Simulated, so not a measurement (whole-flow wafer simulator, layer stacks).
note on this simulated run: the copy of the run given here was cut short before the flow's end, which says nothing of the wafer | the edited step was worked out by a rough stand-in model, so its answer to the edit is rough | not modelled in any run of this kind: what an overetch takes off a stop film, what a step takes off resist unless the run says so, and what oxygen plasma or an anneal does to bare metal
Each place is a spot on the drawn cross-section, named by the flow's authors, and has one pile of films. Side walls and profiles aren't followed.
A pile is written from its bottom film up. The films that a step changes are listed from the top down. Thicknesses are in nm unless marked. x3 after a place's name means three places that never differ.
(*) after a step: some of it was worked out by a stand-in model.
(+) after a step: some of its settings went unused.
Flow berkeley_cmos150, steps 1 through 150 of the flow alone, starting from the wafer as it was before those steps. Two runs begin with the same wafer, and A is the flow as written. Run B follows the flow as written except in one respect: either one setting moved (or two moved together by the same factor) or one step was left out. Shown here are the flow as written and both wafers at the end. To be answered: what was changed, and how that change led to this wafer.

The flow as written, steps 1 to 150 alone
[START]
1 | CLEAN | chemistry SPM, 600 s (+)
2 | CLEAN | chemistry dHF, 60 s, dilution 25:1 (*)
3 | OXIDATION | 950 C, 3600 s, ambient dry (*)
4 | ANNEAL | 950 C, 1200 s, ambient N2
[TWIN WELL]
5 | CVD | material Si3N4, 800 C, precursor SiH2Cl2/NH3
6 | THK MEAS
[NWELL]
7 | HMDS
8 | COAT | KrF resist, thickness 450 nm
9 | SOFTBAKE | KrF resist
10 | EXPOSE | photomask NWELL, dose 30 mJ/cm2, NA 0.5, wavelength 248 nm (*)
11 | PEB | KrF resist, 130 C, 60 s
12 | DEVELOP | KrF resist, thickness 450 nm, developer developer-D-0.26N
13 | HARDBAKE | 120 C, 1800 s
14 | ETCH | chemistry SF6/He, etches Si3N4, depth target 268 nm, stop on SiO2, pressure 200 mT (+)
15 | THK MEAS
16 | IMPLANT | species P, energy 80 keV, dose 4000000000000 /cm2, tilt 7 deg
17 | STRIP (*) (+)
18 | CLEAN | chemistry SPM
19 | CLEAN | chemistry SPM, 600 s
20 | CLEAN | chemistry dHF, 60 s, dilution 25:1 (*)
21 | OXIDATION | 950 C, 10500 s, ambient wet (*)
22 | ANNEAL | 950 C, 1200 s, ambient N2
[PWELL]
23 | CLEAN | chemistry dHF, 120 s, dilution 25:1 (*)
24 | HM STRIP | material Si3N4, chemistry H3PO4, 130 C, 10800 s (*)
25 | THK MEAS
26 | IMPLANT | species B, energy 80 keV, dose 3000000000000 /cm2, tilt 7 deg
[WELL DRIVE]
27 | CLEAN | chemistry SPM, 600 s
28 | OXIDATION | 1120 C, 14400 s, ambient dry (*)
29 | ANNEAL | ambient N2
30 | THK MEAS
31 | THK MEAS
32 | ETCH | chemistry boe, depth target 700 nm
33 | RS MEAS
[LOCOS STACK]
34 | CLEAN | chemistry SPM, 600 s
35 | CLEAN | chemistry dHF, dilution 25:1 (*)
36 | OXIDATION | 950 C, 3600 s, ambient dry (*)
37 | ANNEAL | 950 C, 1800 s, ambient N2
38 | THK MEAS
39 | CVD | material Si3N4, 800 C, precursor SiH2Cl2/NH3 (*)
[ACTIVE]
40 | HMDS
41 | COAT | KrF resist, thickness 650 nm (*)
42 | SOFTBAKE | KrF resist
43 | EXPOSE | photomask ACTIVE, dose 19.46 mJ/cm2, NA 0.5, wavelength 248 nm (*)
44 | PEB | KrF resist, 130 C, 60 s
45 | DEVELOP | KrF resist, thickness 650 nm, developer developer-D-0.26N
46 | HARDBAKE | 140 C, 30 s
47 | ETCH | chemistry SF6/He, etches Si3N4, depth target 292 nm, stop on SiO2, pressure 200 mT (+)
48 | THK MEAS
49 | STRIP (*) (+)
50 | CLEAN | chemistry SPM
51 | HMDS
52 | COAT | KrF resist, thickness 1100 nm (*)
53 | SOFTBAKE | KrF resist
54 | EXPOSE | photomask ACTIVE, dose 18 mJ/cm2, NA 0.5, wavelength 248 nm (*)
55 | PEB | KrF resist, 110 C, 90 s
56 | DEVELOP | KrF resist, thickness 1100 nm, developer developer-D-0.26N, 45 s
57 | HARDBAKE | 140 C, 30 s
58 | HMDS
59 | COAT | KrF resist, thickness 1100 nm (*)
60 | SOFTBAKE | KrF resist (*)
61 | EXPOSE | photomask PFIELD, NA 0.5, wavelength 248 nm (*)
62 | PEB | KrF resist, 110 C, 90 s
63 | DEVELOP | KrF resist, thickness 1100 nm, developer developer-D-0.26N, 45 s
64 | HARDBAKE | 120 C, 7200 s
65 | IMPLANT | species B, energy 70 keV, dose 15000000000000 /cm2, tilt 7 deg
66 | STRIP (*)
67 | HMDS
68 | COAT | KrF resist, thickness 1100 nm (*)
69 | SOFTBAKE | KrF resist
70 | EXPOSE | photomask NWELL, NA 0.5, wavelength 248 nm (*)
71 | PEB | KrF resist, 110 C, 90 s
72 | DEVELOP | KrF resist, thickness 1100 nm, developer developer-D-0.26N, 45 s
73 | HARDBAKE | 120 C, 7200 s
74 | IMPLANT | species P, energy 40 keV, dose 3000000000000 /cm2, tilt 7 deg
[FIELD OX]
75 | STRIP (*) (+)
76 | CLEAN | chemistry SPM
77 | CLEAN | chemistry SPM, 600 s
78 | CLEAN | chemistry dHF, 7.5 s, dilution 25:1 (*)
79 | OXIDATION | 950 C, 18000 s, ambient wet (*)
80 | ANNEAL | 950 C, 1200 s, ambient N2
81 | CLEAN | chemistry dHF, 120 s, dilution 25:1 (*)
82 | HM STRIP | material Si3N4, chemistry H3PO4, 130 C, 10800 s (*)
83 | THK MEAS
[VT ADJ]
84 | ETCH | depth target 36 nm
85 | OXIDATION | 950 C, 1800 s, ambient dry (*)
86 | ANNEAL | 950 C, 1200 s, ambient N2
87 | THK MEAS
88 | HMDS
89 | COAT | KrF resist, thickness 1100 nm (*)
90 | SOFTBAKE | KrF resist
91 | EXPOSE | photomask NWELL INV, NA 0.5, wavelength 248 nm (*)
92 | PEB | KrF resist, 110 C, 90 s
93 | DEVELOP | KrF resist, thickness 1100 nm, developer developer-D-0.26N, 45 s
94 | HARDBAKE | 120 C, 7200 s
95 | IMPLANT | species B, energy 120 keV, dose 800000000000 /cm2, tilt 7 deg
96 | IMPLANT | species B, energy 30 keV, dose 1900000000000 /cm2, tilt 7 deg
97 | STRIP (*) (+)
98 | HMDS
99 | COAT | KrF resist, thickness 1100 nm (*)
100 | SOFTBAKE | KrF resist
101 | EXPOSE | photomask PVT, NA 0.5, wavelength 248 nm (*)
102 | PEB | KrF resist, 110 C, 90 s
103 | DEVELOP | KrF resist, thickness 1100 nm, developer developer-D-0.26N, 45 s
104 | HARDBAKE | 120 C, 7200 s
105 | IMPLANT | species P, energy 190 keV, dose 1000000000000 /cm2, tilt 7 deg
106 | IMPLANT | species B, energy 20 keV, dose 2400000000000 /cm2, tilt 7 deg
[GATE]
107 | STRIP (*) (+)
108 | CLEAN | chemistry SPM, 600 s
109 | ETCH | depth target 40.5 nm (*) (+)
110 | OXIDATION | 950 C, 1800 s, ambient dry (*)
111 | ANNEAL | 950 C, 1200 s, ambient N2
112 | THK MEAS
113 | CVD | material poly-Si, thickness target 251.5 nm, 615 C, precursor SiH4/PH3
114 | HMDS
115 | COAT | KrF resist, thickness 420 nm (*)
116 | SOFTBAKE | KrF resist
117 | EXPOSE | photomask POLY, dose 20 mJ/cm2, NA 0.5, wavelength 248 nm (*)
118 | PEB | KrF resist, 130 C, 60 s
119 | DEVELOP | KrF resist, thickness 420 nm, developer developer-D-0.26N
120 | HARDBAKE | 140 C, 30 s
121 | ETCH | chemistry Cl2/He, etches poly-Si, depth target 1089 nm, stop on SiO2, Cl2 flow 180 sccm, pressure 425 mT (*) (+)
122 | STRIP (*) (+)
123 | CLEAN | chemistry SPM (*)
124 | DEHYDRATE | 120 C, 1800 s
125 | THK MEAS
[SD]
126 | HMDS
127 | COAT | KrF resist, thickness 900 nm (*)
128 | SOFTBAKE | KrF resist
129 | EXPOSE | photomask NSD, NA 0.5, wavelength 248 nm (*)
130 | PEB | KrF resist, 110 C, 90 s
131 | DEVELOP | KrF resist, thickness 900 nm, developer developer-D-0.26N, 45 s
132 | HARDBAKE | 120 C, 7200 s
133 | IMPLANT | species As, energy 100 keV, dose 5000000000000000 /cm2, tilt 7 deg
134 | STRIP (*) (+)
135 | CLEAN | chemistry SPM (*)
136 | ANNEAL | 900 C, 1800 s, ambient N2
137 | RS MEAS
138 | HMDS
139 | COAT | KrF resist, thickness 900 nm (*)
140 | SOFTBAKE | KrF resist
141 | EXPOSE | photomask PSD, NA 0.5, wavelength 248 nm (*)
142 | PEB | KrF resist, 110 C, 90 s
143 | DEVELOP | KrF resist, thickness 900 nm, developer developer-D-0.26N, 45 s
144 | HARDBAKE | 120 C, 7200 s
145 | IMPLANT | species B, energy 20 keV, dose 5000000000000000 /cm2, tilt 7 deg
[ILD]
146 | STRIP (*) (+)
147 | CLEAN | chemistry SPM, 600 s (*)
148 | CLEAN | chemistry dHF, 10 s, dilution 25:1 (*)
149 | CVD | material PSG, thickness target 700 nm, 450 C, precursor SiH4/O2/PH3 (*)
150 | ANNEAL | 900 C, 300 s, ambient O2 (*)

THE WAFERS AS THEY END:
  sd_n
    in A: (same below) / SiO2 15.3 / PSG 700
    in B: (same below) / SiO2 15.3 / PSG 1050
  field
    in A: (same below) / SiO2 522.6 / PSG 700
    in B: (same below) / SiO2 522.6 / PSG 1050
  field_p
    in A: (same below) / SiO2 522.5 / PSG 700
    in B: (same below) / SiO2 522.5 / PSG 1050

Cause: step 149, CVD: thickness target 1050 nm was run, while the flow as written has thickness target 700 nm.
The wafer itself shows it: sd_n has PSG 1050, and step 149 as written asks for 700 nm.

The path from the change to this, step by step:
  149 | CVD | material PSG, thickness target 700 nm, 450 C, precursor SiH4/O2/PH3 (*)
      field, field_p, sd_n, gate_n, gate_p, contact, m1: A PSG gains 700 (new film) | B PSG gains 1050 (new film)
      sd_p: A PSG gains 639.5 (new film) | B PSG gains 1022.6 (new film)
